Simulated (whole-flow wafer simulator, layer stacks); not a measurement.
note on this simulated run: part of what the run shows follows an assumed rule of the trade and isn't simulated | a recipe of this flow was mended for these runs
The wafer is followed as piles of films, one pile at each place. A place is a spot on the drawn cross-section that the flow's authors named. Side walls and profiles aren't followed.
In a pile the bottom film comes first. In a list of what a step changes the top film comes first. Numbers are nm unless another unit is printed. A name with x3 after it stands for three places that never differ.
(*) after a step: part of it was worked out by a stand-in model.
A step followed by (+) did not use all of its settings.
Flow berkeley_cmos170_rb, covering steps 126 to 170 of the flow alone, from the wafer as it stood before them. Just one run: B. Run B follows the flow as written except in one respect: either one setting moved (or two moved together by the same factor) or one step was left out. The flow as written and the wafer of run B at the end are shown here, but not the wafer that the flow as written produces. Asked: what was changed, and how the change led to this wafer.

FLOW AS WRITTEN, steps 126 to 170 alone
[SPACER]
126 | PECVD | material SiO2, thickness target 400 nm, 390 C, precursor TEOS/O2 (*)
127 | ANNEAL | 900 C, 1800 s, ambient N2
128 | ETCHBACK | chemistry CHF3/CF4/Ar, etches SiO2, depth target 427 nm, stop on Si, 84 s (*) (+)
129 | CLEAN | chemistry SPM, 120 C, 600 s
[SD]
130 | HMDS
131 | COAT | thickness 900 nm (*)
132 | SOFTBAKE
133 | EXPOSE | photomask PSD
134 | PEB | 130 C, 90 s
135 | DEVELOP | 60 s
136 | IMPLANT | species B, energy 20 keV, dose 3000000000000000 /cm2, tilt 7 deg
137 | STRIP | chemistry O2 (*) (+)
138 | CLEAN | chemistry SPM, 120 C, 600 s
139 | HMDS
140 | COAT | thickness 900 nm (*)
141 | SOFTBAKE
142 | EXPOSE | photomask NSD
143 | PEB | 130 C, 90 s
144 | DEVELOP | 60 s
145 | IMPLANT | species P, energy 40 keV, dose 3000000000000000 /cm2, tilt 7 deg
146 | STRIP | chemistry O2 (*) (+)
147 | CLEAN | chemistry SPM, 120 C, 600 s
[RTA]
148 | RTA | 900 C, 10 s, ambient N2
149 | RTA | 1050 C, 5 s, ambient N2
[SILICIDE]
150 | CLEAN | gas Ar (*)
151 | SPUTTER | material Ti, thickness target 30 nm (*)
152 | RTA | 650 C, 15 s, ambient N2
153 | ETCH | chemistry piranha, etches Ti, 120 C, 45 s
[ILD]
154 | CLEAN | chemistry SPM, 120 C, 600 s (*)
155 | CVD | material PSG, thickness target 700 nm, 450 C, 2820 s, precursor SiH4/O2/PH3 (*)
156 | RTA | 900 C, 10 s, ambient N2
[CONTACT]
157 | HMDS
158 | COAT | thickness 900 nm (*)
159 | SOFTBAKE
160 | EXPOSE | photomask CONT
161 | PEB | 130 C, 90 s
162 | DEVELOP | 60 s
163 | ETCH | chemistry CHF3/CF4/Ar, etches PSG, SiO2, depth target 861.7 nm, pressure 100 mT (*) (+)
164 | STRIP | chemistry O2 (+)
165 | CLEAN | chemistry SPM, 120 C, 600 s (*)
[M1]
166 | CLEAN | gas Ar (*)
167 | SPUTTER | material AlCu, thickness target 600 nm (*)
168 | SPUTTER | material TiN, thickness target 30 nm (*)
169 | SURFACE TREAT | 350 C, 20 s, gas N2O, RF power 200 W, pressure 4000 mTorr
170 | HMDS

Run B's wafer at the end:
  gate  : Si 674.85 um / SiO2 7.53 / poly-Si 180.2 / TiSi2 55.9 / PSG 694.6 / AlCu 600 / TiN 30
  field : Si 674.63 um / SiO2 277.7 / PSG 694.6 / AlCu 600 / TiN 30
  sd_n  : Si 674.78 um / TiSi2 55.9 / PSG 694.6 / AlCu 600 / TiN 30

What caused this: step 126, PECVD: thickness target 280 nm was run, though the flow has thickness target 400 nm.

How this came from the change, step by step:
  126 | PECVD | material SiO2, thickness target 400 nm, 390 C, precursor TEOS/O2 (*)
      field, sd_n, contact, m1: +280 SiO2 (in the flow as written it would be: +400 SiO2)
      spacer_n, sd_p, spacer_p: +270.1 SiO2 (in the flow as written it would be: +385.3 SiO2)
      (and at 2 other places as well)
  128 | ETCHBACK | chemistry CHF3/CF4/Ar, etches SiO2, depth target 427 nm, stop on Si, 84 s (*) (+)
      gate, gate_p: -280 SiO2 (all of it), -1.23 chemical SiO2 (all of it), -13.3 poly-Si (in the flow as written it would be: -400 SiO2 (all of it), -1.23 chemical SiO2 (all of it), -2.34 poly-Si)
      sd_n: -286 SiO2 (all of it), -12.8 Si (in the flow as written it would be: -406 SiO2 (all of it), -1.91 Si)
      (and at 5 other places as well)
  131 | COAT | thickness 900 nm (*)
      field: +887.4 KrF-resist (new film) (in the flow as written it would be: +864.3 KrF-resist (new film))
      sd_n: +940.4 KrF-resist (new film) (in the flow as written it would be: +1002.7 KrF-resist (new film))
      (and at 7 other places as well)
  135 | DEVELOP | 60 s
      sd_p: -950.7 KrF-resist (all of it) (in the flow as written it would be: -1006.4 KrF-resist (all of it))
      spacer_p: -840.4 KrF-resist (all of it) (in the flow as written it would be: -783.4 KrF-resist (all of it))
      (and at 1 other place as well)
  137 | STRIP | chemistry O2 (*) (+)
      field: -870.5 KrF-resist (all of it) (in the flow as written it would be: -847.5 KrF-resist (all of it))
      sd_n: -923.4 KrF-resist (all of it), +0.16 chemical SiO2, -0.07 Si (in the flow as written it would be: -985.4 KrF-resist (all of it), +0.17 chemical SiO2, -0.07 Si)
      (and at 4 other places as well)
  140 | COAT | thickness 900 nm (*)
      field: +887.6 KrF-resist (new film) (in the flow as written it would be: +864.2 KrF-resist (new film))
      sd_n: +940.3 KrF-resist (new film) (in the flow as written it would be: +1002.3 KrF-resist (new film))
      (and at 7 other places as well)
  144 | DEVELOP | 60 s
      sd_n: -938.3 KrF-resist (all of it) (in the flow as written it would be: -1000 KrF-resist (all of it))
      spacer_n: -842.3 KrF-resist (all of it) (in the flow as written it would be: -789.7 KrF-resist (all of it))
      (and at 3 other places as well)
  146 | STRIP | chemistry O2 (*) (+)
      field: -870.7 KrF-resist (all of it) (in the flow as written it would be: -847.3 KrF-resist (all of it))
      sd_p: -935.6 KrF-resist (all of it), +0.07 chemical SiO2 (in the flow as written it would be: -991.3 KrF-resist (all of it), +0.07 chemical SiO2)
      (and at 2 other places as well)
  151 | SPUTTER | material Ti, thickness target 30 nm (*)
      sd_p: +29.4 Ti (new film) (in the flow as written it would be: +27.9 Ti (new film))
  152 | RTA | 650 C, 15 s, ambient N2
      sd_p: -22.9 Ti, +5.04 TiSi first (new film), +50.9 TiSi2 C49 (new film), -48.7 Si (in the flow as written it would be: -21.8 Ti, +2.13 TiSi first (new film), +52.2 TiSi2 C49 (new film), -48 Si)
  155 | CVD | material PSG, thickness target 700 nm, 450 C, 2820 s, precursor SiH4/O2/PH3 (*)
      sd_p: +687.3 PSG (new film) (in the flow as written it would be: +664.1 PSG (new film))
  156 | RTA | 900 C, 10 s, ambient N2
      sd_p: under 1 film: +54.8 TiSi2 (new film), -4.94 TiSi first (all of it), -50.9 TiSi2 C49 (all of it), -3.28 Si (in the flow as written it would be: under 1 film: +52 TiSi2 (new film), -2.02 TiSi first (all of it), -52.2 TiSi2 C49 (all of it), -1.34 Si)
  158 | COAT | thickness 900 nm (*)
      sd_n: +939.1 KrF-resist (new film) (in the flow as written it would be: +1005.1 KrF-resist (new film))
      spacer_n: +870.1 KrF-resist (new film) (in the flow as written it would be: +830.5 KrF-resist (new film))
      (and at 6 other places as well)
  162 | DEVELOP | 60 s
      contact: -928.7 KrF-resist (all of it) (in the flow as written it would be: -980.6 KrF-resist (all of it))
  164 | STRIP | chemistry O2 (+)
      field: -664.3 KrF-resist (all of it) (in the flow as written it would be: -648.4 KrF-resist (all of it))
      sd_n: -706.6 KrF-resist (all of it) (in the flow as written it would be: -772.5 KrF-resist (all of it))
      (and at 6 other places as well)
  167 | SPUTTER | material AlCu, thickness target 600 nm (*)
      sd_p: +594 AlCu (new film) (in the flow as written it would be: +549.6 AlCu (new film))
  168 | SPUTTER | material TiN, thickness target 30 nm (*)
      sd_p: +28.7 TiN (new film) (in the flow as written it would be: +25.8 TiN (new film))
